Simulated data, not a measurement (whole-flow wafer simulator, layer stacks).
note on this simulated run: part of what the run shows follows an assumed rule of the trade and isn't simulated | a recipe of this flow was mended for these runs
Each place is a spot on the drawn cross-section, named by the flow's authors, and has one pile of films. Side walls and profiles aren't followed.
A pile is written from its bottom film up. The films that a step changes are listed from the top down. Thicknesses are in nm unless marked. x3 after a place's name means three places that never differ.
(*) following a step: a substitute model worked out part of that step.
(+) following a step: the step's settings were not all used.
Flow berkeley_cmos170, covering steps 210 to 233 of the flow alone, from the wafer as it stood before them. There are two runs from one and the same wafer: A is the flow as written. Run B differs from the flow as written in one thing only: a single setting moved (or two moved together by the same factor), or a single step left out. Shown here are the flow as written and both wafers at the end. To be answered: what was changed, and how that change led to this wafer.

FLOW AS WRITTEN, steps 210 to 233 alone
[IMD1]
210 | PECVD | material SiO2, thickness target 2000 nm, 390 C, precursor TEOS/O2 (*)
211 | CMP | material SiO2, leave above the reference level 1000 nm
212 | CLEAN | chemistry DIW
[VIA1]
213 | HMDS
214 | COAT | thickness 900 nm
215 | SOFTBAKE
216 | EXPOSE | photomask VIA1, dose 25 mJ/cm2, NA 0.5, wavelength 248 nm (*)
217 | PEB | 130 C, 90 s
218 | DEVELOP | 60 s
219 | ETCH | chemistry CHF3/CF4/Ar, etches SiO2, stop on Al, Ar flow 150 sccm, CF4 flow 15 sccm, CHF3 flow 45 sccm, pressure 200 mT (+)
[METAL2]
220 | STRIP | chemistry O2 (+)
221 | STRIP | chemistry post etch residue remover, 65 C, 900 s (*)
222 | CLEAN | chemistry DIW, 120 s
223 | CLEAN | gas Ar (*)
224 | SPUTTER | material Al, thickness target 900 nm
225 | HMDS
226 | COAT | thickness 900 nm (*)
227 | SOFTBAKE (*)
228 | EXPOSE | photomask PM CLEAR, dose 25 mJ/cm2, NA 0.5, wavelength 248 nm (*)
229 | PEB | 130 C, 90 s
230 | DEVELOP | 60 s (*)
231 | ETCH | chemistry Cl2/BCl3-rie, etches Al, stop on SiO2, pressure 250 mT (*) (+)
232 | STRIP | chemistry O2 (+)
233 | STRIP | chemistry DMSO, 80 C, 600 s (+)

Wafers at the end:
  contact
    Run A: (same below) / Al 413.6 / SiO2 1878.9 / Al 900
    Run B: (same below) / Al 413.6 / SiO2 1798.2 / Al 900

What caused this: step 210, PECVD: thickness target 1850 nm was run, though the flow has thickness target 2000 nm.

The path from the change to this, step by step:
  210 | PECVD | material SiO2, thickness target 2000 nm, 390 C, precursor TEOS/O2 (*)
      field, mark, sd_n and 8 more: A +2000 SiO2 (new film) | B +1850 SiO2 (new film)
      sd_p: A +1975.9 SiO2 (new film) | B +1828 SiO2 (new film)
      (and at 1 other place as well)
  211 | CMP | material SiO2, leave above the reference level 1000 nm
      contact: A -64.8 SiO2 | B nothing
      m1, via1, m2, via2: A -1000 SiO2 | B -850 SiO2
      (and at 8 other places as well)
  214 | COAT | thickness 900 nm
      contact: A +900 KrF-resist (new film) | B +970 KrF-resist (new film)
  220 | STRIP | chemistry O2 (+)
      contact: A -607.6 KrF-resist (all of it) | B -677.4 KrF-resist (all of it)
  226 | COAT | thickness 900 nm (*)
      contact: A +889.8 KrF-resist (new film) | B +957 KrF-resist (new film)
  232 | STRIP | chemistry O2 (+)
      sd_n: A -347 KrF-resist (all of it) | B -338.4 KrF-resist (all of it)
      contact: A -339.5 KrF-resist (all of it) | B -406.6 KrF-resist (all of it)
